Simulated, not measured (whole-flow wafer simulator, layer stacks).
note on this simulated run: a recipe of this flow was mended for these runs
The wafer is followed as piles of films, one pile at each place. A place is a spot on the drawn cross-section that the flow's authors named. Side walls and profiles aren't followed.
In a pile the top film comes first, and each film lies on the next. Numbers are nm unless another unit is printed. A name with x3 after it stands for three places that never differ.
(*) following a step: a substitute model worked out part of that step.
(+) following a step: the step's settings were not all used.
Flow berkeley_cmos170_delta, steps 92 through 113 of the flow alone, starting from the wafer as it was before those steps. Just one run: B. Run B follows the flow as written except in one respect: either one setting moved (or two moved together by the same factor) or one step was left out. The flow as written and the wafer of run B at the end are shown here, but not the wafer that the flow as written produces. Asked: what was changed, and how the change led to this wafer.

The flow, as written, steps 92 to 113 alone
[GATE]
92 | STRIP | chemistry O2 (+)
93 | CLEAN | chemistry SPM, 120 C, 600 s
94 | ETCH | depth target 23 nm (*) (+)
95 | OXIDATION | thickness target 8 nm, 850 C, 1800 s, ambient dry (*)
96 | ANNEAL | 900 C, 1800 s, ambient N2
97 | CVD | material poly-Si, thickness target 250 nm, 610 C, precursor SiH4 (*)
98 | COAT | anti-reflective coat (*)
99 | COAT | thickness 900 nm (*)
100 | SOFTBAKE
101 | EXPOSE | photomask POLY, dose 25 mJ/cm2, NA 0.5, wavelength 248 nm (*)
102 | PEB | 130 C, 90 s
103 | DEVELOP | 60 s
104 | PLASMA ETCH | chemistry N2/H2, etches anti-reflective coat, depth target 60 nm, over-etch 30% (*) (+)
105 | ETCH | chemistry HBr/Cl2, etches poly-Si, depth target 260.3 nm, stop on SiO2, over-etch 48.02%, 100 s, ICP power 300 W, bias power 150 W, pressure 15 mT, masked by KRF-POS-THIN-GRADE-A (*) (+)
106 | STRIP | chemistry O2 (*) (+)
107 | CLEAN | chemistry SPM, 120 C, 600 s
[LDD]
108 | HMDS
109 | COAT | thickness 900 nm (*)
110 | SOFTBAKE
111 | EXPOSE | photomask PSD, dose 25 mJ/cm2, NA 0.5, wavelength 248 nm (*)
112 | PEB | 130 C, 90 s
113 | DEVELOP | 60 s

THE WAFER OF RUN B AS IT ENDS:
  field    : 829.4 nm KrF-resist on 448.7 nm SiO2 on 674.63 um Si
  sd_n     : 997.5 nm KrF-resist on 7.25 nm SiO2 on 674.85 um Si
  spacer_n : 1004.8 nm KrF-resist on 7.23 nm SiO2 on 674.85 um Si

The reason: step 97, CVD: thickness target 340 nm was run, whereas the flow has thickness target 250 nm.

How this came from the change, step by step:
  97 | CVD | material poly-Si, thickness target 250 nm, 610 C, precursor SiH4 (*)
      field, sd_n, spacer_n and 6 more: +340 poly-Si (new film) (in the flow as written it would be: +250 poly-Si (new film))
  98 | COAT | anti-reflective coat (*)
      field: +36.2 anti-reflective coat (new film) (in the flow as written it would be: +35.2 anti-reflective coat (new film))
      sd_n: +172 anti-reflective coat (new film) (in the flow as written it would be: +166.5 anti-reflective coat (new film))
      (as well as at 1 more place)
  104 | PLASMA ETCH | chemistry N2/H2, etches anti-reflective coat, depth target 60 nm, over-etch 30% (*) (+)
      field: -36.2 anti-reflective coat (all of it), -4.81 poly-Si (in the flow as written it would be: -35.2 anti-reflective coat (all of it), -4.65 poly-Si)
      sd_n: -172 anti-reflective coat (all of it), -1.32 poly-Si (in the flow as written it would be: -166.5 anti-reflective coat (all of it), -1.28 poly-Si)
      (as well as at 1 more place)
  105 | ETCH | chemistry HBr/Cl2, etches poly-Si, depth target 260.3 nm, stop on SiO2, over-etch 48.02%, 100 s, ICP power 300 W, bias power 150 W, pressure 15 mT, masked by KRF-POS-THIN-GRADE-A (*) (+)
      field: -335.2 poly-Si (all of it), -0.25 SiO2 (in the flow as written it would be: -245.4 poly-Si (all of it), -1.77 SiO2)
      sd_n: -338.7 poly-Si (all of it), -0.23 SiO2 (in the flow as written it would be: -248.7 poly-Si (all of it), -1.52 SiO2)
      (as well as at 5 more places)
  109 | COAT | thickness 900 nm (*)
      gate: +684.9 KrF-resist (new film) (in the flow as written it would be: +758.7 KrF-resist (new film))
      gate_p: +680.8 KrF-resist (new film) (in the flow as written it would be: +754.5 KrF-resist (new film))
  113 | DEVELOP | 60 s
      gate_p: -679.3 KrF-resist (all of it) (in the flow as written it would be: -752.9 KrF-resist (all of it))
